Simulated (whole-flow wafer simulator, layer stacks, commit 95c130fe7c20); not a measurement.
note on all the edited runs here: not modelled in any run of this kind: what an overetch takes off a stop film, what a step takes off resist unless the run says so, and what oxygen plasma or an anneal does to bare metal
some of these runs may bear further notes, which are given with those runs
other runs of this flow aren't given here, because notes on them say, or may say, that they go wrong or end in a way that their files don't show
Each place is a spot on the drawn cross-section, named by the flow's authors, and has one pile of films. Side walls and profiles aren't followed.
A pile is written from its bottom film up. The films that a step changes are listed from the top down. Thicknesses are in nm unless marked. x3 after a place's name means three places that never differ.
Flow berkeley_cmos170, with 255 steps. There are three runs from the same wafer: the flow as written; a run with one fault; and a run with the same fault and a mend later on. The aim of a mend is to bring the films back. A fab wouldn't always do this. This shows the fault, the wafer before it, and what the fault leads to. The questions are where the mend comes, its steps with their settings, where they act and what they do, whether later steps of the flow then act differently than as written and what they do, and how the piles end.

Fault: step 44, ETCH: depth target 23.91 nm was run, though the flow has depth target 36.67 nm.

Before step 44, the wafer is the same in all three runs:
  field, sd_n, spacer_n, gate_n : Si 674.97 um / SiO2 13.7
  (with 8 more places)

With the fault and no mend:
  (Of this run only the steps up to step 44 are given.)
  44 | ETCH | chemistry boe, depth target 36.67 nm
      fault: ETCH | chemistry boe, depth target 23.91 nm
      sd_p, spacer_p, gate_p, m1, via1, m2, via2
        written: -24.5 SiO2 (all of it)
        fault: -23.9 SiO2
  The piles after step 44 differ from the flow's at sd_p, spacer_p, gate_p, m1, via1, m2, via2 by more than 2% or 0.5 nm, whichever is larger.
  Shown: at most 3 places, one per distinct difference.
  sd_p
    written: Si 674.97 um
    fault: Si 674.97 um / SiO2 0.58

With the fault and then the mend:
  The mend stands after step 44.
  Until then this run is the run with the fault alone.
  44a | ETCH | chemistry boe, depth target 12.76 nm (the flow's step 44 again, with other settings)
      sd_p, spacer_p, gate_p, m1, via1, m2, via2
        -0.58 SiO2 (all of it)
  Every later step of the flow that is run acts as written at every place that is followed.
  By the end, the piles equal the flow's at every place that both follow.
